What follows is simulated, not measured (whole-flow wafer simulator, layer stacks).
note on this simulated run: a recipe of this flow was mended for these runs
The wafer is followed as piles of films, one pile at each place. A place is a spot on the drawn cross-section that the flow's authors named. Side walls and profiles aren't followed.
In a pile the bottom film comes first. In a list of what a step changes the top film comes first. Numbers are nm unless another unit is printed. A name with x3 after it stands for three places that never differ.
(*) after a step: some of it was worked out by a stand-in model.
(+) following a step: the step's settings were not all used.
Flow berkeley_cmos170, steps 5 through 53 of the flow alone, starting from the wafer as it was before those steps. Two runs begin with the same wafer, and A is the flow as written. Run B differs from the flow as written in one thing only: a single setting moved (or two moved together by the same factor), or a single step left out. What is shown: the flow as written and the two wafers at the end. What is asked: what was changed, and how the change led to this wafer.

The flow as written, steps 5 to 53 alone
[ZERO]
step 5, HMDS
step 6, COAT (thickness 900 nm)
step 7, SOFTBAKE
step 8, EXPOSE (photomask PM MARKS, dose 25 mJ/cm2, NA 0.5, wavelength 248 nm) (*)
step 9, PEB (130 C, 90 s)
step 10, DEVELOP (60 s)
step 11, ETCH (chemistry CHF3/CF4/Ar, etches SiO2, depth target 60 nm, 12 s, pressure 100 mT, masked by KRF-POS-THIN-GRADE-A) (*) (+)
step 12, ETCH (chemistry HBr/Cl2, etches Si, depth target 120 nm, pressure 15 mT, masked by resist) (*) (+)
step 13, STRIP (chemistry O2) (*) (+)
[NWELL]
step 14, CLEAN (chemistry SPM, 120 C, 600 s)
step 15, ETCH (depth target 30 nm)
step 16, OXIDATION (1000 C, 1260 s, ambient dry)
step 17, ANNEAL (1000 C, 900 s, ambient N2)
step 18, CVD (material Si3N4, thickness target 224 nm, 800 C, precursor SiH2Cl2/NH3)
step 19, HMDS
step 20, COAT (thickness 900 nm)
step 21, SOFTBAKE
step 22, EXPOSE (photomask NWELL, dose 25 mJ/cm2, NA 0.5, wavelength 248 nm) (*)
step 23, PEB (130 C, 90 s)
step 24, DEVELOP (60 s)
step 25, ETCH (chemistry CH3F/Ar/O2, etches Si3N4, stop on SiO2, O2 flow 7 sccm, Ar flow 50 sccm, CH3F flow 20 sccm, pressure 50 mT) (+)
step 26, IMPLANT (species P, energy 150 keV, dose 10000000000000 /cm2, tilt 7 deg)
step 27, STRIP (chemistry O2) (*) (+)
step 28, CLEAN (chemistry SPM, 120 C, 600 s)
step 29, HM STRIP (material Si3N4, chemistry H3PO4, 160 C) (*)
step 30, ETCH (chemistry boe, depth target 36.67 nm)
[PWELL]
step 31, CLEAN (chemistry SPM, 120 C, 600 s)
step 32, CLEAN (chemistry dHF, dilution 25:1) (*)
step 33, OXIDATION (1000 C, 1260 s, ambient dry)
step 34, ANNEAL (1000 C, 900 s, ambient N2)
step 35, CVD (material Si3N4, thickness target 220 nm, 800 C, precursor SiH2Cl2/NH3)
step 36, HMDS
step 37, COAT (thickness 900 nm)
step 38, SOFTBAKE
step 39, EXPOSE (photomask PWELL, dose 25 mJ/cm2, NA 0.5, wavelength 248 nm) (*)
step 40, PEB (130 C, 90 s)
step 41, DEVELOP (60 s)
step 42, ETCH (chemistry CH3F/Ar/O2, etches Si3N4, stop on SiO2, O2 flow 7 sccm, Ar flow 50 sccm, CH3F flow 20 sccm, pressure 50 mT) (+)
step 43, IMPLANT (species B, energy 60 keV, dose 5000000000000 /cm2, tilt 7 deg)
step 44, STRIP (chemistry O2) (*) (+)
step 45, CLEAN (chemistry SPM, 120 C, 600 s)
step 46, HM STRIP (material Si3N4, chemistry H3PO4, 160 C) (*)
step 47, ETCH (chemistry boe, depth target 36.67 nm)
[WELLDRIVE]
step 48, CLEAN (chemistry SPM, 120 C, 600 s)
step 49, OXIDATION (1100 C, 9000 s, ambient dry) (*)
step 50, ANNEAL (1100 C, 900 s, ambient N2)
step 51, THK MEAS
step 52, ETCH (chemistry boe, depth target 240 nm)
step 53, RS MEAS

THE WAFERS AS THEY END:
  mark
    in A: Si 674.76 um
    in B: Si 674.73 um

The reason: step 12, ETCH: depth target 146 nm was run, while the flow as written has depth target 120 nm.

The path from the change to this, step by step:
  step 12, ETCH (chemistry HBr/Cl2, etches Si, depth target 120 nm, pressure 15 mT, masked by resist) (*) (+)
      field x9, sd_p x3: A KrF-resist loses 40 | B KrF-resist loses 48.7
      mark: A Si loses 120 | B Si loses 146
